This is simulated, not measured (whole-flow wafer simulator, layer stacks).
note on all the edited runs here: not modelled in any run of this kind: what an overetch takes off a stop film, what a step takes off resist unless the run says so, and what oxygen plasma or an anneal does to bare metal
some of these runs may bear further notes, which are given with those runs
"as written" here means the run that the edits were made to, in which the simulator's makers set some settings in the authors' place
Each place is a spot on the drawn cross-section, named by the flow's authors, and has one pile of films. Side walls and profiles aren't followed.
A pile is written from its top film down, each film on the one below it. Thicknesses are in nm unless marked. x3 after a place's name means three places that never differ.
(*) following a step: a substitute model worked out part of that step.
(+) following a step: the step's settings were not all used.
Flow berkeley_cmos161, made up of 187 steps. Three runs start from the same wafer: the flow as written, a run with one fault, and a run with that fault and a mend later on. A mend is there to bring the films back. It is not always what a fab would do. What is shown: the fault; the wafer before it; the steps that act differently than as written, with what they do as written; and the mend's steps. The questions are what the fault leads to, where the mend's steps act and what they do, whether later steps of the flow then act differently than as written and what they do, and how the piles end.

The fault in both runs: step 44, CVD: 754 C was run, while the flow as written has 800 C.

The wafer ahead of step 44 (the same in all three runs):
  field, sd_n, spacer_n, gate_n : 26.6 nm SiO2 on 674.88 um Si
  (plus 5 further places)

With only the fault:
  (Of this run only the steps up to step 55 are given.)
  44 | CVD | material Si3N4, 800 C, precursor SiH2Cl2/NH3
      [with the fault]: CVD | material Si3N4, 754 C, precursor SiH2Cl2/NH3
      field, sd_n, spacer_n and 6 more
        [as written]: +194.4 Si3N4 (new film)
        [with the fault]: +106.2 Si3N4 (new film)
  Steps further on in the flow that do not act as written:
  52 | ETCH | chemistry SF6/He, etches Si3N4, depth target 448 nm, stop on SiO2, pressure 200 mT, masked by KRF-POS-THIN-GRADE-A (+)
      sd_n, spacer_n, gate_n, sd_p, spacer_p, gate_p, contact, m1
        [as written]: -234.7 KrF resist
        [with the fault]: -138.8 KrF resist
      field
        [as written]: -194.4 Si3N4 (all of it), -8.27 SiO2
        [with the fault]: -106.2 Si3N4 (all of it), -8.27 SiO2
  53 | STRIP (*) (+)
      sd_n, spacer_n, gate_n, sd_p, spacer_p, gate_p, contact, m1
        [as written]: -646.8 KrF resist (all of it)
        [with the fault]: -742.6 KrF resist (all of it)
  Once step 55 is done, the piles at sd_n, spacer_n, gate_n, sd_p, spacer_p, gate_p, contact, m1 depart from the flow's by more than 2% or 0.5 nm, whichever is larger.
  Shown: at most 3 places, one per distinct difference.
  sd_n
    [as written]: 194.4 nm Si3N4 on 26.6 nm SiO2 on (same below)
    [with the fault]: 106.2 nm Si3N4 on 26.6 nm SiO2 on (same below)

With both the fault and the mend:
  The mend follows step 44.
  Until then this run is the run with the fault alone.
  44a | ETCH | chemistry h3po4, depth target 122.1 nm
      field, sd_n, spacer_n and 6 more
        -106.2 Si3N4 (all of it)
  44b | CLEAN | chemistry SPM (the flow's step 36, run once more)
      leaves every film unchanged at each place that is followed
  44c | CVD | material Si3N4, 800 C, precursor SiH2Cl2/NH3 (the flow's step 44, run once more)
      field, sd_n, spacer_n and 6 more
        +194.4 Si3N4 (new film)
  None of the later steps of the flow acts differently than as written at any place that is followed.
  By the end, the piles equal the flow's at every place that both follow.
